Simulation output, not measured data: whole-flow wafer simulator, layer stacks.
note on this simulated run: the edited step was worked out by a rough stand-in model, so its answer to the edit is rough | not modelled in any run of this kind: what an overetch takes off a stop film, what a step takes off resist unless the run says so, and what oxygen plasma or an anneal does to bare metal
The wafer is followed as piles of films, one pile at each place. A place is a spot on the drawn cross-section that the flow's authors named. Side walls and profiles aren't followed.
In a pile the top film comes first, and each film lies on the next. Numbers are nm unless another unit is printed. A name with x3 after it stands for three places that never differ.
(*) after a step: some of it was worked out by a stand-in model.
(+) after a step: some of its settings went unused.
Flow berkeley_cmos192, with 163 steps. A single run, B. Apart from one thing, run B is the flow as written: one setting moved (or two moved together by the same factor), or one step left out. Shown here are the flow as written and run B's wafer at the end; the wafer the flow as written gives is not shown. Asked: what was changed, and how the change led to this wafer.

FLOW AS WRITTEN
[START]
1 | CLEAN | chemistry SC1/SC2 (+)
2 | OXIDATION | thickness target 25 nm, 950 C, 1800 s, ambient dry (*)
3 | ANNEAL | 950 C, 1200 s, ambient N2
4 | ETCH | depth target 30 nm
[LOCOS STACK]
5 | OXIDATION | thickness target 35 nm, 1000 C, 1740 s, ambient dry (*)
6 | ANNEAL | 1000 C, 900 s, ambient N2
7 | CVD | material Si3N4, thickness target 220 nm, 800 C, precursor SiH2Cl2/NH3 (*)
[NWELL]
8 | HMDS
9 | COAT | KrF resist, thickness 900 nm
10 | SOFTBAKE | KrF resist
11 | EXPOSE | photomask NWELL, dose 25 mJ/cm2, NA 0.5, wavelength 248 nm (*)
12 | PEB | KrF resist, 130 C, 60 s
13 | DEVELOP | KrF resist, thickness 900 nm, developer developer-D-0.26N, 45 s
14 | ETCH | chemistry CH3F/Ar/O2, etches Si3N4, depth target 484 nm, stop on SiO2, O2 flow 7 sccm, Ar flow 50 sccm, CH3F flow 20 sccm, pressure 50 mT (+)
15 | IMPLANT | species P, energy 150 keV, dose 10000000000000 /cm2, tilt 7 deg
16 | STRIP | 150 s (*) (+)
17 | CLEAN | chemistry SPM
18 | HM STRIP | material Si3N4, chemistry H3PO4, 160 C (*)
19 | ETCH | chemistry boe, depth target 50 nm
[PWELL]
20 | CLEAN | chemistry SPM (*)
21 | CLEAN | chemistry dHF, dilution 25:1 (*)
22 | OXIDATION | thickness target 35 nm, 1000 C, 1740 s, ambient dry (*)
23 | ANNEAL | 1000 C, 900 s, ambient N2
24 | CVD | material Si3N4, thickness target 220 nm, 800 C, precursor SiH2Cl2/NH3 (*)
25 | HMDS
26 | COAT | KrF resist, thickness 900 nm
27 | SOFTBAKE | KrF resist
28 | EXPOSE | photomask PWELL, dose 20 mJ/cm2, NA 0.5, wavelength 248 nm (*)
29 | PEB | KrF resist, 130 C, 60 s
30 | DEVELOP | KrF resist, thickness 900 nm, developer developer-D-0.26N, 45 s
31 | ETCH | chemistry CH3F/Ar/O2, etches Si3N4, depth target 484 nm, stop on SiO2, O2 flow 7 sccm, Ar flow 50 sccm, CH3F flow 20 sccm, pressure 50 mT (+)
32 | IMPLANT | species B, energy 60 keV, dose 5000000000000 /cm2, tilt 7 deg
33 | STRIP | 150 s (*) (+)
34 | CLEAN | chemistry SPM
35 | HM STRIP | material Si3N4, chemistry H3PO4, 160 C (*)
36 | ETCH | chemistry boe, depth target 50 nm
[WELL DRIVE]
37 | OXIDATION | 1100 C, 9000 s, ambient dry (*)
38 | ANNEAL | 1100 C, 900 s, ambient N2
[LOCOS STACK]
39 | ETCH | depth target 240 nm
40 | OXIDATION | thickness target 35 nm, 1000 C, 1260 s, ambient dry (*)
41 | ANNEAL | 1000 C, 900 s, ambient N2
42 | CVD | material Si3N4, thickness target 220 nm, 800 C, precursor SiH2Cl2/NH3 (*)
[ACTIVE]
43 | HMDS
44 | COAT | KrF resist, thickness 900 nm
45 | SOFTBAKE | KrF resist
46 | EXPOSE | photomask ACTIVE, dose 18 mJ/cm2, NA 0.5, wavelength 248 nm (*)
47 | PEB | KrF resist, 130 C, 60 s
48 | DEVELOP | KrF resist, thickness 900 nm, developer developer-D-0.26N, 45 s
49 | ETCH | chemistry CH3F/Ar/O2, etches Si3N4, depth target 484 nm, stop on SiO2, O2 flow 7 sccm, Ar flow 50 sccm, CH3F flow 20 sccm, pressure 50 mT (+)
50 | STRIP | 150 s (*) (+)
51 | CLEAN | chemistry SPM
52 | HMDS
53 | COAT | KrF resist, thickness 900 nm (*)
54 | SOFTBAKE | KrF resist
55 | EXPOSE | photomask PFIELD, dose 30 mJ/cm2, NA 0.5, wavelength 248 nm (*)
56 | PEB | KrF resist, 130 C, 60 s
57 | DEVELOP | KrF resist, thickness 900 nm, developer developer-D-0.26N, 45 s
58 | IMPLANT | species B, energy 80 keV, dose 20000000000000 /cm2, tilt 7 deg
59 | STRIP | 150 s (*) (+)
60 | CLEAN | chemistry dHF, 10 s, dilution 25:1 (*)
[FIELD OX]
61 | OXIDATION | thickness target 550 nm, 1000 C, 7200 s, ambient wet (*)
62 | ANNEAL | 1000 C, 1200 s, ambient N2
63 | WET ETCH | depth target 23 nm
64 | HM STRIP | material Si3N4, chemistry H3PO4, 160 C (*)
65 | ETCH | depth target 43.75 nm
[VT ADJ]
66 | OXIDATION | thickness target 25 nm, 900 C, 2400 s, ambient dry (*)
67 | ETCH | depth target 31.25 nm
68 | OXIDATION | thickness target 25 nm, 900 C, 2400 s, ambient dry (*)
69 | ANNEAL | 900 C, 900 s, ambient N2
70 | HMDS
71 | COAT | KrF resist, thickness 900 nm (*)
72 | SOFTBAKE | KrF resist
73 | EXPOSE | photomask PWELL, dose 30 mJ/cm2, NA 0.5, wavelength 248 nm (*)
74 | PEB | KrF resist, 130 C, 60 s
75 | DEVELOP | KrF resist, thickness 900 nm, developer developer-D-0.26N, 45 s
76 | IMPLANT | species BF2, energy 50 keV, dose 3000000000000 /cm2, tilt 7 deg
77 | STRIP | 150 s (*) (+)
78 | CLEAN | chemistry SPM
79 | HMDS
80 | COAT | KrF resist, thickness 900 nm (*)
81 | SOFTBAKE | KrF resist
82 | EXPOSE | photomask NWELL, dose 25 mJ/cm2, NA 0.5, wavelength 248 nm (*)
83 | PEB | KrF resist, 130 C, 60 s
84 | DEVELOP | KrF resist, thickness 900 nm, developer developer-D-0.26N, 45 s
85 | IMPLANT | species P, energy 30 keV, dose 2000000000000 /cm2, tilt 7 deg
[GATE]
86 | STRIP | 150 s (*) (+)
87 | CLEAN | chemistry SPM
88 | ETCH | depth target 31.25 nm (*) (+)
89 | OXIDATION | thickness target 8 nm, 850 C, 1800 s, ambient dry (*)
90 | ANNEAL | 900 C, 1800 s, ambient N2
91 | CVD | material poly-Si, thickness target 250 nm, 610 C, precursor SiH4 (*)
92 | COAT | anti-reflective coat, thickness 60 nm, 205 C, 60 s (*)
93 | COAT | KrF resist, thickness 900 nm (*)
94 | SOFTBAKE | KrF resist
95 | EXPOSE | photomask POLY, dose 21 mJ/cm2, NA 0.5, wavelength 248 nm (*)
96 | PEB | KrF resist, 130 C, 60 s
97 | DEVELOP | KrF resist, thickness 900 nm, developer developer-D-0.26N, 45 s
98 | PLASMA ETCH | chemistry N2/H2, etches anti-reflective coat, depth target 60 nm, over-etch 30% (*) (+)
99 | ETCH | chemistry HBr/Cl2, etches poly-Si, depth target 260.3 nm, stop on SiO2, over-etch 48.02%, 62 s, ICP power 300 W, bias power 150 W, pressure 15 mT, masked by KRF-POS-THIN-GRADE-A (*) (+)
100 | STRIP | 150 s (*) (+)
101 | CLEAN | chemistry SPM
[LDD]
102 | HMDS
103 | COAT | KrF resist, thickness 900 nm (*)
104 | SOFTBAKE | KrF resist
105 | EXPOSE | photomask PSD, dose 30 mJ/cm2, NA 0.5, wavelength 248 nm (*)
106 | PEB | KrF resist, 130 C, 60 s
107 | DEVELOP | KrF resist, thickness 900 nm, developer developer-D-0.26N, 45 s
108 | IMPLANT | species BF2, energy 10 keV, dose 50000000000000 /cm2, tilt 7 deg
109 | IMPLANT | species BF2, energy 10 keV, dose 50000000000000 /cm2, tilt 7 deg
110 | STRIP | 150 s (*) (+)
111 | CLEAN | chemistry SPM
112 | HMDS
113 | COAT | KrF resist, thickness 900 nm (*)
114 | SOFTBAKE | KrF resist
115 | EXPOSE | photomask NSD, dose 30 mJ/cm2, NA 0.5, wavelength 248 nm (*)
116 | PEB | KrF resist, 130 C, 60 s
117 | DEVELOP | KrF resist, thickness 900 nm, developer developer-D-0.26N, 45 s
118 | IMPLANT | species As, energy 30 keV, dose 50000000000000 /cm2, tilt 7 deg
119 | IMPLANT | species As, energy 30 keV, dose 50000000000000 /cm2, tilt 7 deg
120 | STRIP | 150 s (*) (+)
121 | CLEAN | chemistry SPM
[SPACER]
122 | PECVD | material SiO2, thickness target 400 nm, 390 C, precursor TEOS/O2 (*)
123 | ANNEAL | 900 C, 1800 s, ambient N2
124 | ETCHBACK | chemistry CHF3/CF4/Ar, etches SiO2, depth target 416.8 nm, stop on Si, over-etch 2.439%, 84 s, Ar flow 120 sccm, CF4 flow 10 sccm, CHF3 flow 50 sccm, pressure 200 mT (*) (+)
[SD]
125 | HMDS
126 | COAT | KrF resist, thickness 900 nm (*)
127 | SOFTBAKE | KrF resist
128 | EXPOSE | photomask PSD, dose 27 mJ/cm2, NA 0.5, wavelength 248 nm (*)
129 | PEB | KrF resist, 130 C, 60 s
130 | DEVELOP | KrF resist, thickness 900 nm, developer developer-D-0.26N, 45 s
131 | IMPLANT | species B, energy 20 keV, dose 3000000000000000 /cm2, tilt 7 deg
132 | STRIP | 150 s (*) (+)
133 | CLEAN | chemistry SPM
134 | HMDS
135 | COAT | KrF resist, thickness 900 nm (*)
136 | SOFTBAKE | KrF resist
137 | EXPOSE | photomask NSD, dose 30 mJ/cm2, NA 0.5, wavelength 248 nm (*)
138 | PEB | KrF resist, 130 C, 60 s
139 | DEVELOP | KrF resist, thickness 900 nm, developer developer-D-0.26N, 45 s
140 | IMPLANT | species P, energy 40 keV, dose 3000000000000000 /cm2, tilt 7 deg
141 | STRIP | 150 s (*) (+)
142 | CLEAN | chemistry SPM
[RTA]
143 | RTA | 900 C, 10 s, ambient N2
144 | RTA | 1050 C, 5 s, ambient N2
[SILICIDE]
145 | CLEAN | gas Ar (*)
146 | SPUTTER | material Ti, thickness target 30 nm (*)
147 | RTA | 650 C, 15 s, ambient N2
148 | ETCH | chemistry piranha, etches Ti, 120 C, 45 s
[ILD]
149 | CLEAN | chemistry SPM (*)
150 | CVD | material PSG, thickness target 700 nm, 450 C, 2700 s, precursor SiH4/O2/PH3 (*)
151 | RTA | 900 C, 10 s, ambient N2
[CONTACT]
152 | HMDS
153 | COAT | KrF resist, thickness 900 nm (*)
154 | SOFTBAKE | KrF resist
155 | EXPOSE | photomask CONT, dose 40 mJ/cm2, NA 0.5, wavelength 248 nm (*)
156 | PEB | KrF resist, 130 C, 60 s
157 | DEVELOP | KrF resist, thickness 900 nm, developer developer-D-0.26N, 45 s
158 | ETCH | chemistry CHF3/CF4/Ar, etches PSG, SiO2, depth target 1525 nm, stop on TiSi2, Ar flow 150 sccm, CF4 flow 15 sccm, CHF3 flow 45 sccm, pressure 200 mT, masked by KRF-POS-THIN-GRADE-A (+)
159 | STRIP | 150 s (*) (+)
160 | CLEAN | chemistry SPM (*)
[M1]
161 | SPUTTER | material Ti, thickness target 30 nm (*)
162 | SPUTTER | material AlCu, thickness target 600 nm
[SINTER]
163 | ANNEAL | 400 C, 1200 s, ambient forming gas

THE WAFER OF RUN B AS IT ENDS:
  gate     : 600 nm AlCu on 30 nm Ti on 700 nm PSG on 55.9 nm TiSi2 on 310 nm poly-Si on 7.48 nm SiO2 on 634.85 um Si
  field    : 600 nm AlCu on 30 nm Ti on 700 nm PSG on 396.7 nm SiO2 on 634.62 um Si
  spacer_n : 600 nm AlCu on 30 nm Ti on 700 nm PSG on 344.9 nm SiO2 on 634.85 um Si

Cause: step 91, CVD: thickness target 369 nm was run, while the flow as written has thickness target 250 nm.

Step by step, how the change led to this:
  91 | CVD | material poly-Si, thickness target 250 nm, 610 C, precursor SiH4 (*)
      field, sd_n, spacer_n and 6 more: +369 poly-Si (new film) (as written it would have been: +250 poly-Si (new film))
  92 | COAT | anti-reflective coat, thickness 60 nm, 205 C, 60 s (*)
      field: +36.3 anti-reflective coat (new film) (as written it would have been: +35.3 anti-reflective coat (new film))
      sd_n: +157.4 anti-reflective coat (new film) (as written it would have been: +152.4 anti-reflective coat (new film))
      (also at 1 further place)
  98 | PLASMA ETCH | chemistry N2/H2, etches anti-reflective coat, depth target 60 nm, over-etch 30% (*) (+)
      field: -36.3 anti-reflective coat (all of it), -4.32 poly-Si (as written it would have been: -35.3 anti-reflective coat (all of it), -4.18 poly-Si)
      sd_n: -157.4 anti-reflective coat (all of it), -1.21 poly-Si (as written it would have been: -152.4 anti-reflective coat (all of it), -1.17 poly-Si)
      (also at 1 further place)
  99 | ETCH | chemistry HBr/Cl2, etches poly-Si, depth target 260.3 nm, stop on SiO2, over-etch 48.02%, 62 s, ICP power 300 W, bias power 150 W, pressure 15 mT, masked by KRF-POS-THIN-GRADE-A (*) (+)
      spacer_n, spacer_p: -364.6 poly-Si (all of it), -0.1 SiO2 (as written it would have been: -245.8 poly-Si (all of it), -1.74 SiO2)
      field: -364.7 poly-Si (all of it), -0.1 SiO2 (as written it would have been: -245.8 poly-Si (all of it), -1.74 SiO2)
      (also at 4 further places)
  103 | COAT | KrF resist, thickness 900 nm (*)
      gate: +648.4 KrF resist (new film) (as written it would have been: +748 KrF resist (new film))
      gate_p: +644.5 KrF resist (new film) (as written it would have been: +744.1 KrF resist (new film))
  107 | DEVELOP | KrF resist, thickness 900 nm, developer developer-D-0.26N, 45 s
      gate_p: -643.5 KrF resist (all of it) (as written it would have been: -742.9 KrF resist (all of it))
  110 | STRIP | 150 s (*) (+)
      gate: -633.2 KrF resist (all of it), +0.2 chemical SiO2, -0.09 poly-Si (as written it would have been: -732.7 KrF resist (all of it), +0.2 chemical SiO2, -0.09 poly-Si)
  113 | COAT | KrF resist, thickness 900 nm (*)
      gate: +648.3 KrF resist (new film) (as written it would have been: +747.9 KrF resist (new film))
      gate_p: +644.4 KrF resist (new film) (as written it would have been: +743.9 KrF resist (new film))
  117 | DEVELOP | KrF resist, thickness 900 nm, developer developer-D-0.26N, 45 s
      gate: -647.3 KrF resist (all of it) (as written it would have been: -746.8 KrF resist (all of it))
  120 | STRIP | 150 s (*) (+)
      gate_p: -629.2 KrF resist (all of it), +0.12 chemical SiO2, -0.05 poly-Si (as written it would have been: -728.6 KrF resist (all of it), +0.12 chemical SiO2, -0.05 poly-Si)
  124 | ETCHBACK | chemistry CHF3/CF4/Ar, etches SiO2, depth target 416.8 nm, stop on Si, over-etch 2.439%, 84 s, Ar flow 120 sccm, CF4 flow 10 sccm, CHF3 flow 50 sccm, pressure 200 mT (*) (+)
      spacer_n: -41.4 SiO2 (as written it would have been: -160 SiO2)
      spacer_p: -41.4 SiO2 (as written it would have been: -159.9 SiO2)
  126 | COAT | KrF resist, thickness 900 nm (*)
      spacer_n: +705 KrF resist (new film) (as written it would have been: +791.6 KrF resist (new film))
      gate: +687.1 KrF resist (new film) (as written it would have been: +771.5 KrF resist (new film))
      (also at 2 further places)
  130 | DEVELOP | KrF resist, thickness 900 nm, developer developer-D-0.26N, 45 s
      spacer_p: -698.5 KrF resist (all of it) (as written it would have been: -784.6 KrF resist (all of it))
      gate_p: -680.3 KrF resist (all of it) (as written it would have been: -764.3 KrF resist (all of it))
  132 | STRIP | 150 s (*) (+)
      spacer_n: -689.8 KrF resist (all of it) (as written it would have been: -776.1 KrF resist (all of it))
      gate: +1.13 chemical SiO2 (new film), -671.8 KrF resist (all of it), -0.5 poly-Si (as written it would have been: +1.13 chemical SiO2 (new film), -756.1 KrF resist (all of it), -0.5 poly-Si)
  135 | COAT | KrF resist, thickness 900 nm (*)
      spacer_n: +705.3 KrF resist (new film) (as written it would have been: +791.1 KrF resist (new film))
      gate: +686.7 KrF resist (new film) (as written it would have been: +770.3 KrF resist (new film))
      (also at 2 further places)
  139 | DEVELOP | KrF resist, thickness 900 nm, developer developer-D-0.26N, 45 s
      spacer_n: -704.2 KrF resist (all of it) (as written it would have been: -789.9 KrF resist (all of it))
      gate: -685.6 KrF resist (all of it) (as written it would have been: -769.1 KrF resist (all of it))
  ... 2 further steps ...
  159 | STRIP | 150 s (*) (+)
      field: -686 KrF resist (all of it) (as written it would have been: -671.6 KrF resist (all of it))
      spacer_n: -557.4 KrF resist (all of it) (as written it would have been: -620.3 KrF resist (all of it))
      (also at 4 further places)
